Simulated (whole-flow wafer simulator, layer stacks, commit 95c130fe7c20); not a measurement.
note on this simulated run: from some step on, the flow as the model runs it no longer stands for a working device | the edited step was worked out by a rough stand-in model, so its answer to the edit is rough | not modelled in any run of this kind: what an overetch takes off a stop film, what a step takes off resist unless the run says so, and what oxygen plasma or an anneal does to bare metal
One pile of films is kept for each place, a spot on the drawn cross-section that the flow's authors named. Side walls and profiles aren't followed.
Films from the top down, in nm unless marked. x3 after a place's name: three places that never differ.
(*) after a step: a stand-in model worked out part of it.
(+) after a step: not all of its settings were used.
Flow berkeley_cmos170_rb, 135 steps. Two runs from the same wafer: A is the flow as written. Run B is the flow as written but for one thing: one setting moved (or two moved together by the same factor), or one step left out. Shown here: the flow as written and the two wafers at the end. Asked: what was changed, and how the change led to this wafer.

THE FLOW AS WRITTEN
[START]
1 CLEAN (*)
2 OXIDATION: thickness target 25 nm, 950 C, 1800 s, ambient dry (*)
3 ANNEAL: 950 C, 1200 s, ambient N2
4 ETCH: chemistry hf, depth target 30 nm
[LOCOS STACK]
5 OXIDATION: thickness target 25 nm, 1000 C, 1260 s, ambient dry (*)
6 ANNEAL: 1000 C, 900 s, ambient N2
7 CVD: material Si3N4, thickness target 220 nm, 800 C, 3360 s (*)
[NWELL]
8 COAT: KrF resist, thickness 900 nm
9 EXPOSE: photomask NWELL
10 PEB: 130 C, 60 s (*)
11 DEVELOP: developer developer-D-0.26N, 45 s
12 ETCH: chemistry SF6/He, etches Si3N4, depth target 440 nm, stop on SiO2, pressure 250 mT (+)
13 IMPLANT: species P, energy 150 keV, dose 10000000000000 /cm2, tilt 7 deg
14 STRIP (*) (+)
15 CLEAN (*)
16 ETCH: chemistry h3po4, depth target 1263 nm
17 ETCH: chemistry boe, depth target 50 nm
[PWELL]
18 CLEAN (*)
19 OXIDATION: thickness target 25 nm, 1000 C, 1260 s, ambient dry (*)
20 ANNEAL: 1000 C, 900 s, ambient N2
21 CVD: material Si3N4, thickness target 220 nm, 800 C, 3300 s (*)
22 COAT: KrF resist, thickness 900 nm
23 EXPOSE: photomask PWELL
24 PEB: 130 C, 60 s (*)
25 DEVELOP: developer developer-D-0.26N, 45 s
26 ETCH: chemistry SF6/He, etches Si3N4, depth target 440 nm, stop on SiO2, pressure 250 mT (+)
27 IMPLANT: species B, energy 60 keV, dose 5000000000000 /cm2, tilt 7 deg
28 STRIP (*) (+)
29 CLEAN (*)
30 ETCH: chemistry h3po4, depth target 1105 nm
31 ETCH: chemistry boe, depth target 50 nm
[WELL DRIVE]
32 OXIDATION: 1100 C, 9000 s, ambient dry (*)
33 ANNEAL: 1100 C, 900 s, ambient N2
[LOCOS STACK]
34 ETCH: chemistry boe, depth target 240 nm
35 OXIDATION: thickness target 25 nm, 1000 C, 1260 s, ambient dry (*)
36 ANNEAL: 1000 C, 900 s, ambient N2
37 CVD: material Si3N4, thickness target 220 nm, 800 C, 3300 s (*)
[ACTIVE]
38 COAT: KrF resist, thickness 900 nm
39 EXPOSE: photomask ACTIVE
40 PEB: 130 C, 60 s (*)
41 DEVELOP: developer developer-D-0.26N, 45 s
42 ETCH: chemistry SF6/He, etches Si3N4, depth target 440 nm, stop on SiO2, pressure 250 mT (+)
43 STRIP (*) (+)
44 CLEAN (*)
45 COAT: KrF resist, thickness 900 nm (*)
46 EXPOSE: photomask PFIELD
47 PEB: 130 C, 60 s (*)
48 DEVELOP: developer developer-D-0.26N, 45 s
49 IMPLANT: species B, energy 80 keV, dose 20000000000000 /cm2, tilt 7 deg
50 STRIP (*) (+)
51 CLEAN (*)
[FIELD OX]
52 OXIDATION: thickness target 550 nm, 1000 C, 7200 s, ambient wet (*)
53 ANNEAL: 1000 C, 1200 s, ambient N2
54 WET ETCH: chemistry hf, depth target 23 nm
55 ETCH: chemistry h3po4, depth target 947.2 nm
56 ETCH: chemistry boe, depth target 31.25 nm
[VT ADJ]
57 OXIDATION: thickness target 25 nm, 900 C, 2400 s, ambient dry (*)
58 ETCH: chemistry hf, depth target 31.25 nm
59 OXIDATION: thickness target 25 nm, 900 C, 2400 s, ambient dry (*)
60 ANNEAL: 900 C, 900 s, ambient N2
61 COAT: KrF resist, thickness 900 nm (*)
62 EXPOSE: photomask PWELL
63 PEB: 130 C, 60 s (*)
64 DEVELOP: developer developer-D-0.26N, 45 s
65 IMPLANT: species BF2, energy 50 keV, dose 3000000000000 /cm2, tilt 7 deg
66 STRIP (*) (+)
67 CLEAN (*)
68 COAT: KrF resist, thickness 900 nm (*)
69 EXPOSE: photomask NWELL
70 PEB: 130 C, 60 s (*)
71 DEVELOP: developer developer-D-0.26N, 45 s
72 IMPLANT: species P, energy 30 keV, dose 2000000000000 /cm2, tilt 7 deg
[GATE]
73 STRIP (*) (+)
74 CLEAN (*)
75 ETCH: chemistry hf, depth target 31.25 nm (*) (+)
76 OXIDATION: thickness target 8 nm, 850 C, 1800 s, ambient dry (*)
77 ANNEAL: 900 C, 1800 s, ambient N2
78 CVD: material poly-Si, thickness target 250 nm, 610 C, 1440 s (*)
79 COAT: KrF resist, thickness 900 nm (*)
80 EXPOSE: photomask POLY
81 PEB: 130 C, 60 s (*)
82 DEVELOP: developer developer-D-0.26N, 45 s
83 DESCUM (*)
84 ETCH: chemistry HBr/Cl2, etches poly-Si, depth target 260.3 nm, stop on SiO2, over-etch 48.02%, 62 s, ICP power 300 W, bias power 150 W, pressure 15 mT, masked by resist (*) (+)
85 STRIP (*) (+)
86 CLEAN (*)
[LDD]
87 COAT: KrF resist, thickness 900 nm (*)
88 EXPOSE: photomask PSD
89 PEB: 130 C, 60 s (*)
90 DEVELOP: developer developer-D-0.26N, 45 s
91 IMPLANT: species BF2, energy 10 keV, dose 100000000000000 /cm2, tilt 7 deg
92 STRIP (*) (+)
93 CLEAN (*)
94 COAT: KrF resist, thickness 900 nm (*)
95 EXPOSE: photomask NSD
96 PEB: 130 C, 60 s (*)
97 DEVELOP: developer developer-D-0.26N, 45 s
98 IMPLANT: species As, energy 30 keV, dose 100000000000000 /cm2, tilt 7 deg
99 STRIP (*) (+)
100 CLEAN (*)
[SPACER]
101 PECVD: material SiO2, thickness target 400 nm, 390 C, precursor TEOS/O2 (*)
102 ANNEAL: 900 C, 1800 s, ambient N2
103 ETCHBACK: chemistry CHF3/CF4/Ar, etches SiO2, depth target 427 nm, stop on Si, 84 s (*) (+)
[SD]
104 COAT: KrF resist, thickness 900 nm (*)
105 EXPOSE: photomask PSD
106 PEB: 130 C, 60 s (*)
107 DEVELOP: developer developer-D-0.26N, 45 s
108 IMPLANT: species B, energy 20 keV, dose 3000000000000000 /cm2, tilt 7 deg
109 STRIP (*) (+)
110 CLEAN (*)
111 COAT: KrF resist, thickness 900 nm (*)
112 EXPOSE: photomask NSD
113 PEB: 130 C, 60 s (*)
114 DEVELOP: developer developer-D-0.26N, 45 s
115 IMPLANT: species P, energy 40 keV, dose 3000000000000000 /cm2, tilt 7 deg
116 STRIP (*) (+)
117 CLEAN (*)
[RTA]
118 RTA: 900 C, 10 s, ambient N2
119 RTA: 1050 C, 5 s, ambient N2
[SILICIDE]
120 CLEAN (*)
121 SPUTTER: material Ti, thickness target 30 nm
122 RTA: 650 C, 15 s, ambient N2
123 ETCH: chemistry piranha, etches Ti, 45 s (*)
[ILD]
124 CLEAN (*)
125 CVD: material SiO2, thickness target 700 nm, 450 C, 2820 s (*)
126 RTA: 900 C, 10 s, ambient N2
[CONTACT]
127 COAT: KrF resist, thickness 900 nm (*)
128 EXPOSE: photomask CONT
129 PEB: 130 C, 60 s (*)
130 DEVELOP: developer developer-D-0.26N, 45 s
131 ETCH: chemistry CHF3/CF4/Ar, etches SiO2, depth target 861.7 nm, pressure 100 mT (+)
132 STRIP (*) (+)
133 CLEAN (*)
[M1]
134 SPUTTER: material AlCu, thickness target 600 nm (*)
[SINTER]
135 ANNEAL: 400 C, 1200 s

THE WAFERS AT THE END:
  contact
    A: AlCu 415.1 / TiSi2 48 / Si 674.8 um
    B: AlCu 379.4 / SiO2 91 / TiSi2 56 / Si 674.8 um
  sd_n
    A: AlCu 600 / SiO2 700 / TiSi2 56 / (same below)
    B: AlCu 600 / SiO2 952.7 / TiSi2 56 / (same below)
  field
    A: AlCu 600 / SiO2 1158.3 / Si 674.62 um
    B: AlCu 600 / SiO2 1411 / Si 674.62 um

The cause: step 125, CVD: thickness target 952.7 nm was run, where the flow has thickness target 700 nm; step 125, CVD: 3838 s was run, where the flow has 2820 s.
It can be read off the wafer: sd_n has SiO2 952.7, and step 125 as written asks for 700 nm.

How the change led to this, step by step:
  125 CVD: material SiO2, thickness target 700 nm, 450 C, 2820 s (*)
      sd_n, gate, sd_p, gate_p, contact, m1: A SiO2 +700 (new film) | B SiO2 +952.7 (new film)
      field, spacer_n, spacer_p: A SiO2 +700 | B SiO2 +952.7
  131 ETCH: chemistry CHF3/CF4/Ar, etches SiO2, depth target 861.7 nm, pressure 100 mT (+)
      contact: A SiO2 -700 (all of it), TiSi2 -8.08 | B SiO2 -861.7
  134 SPUTTER: material AlCu, thickness target 600 nm (*)
      contact: A AlCu +415.1 (new film) | B AlCu +379.4 (new film)
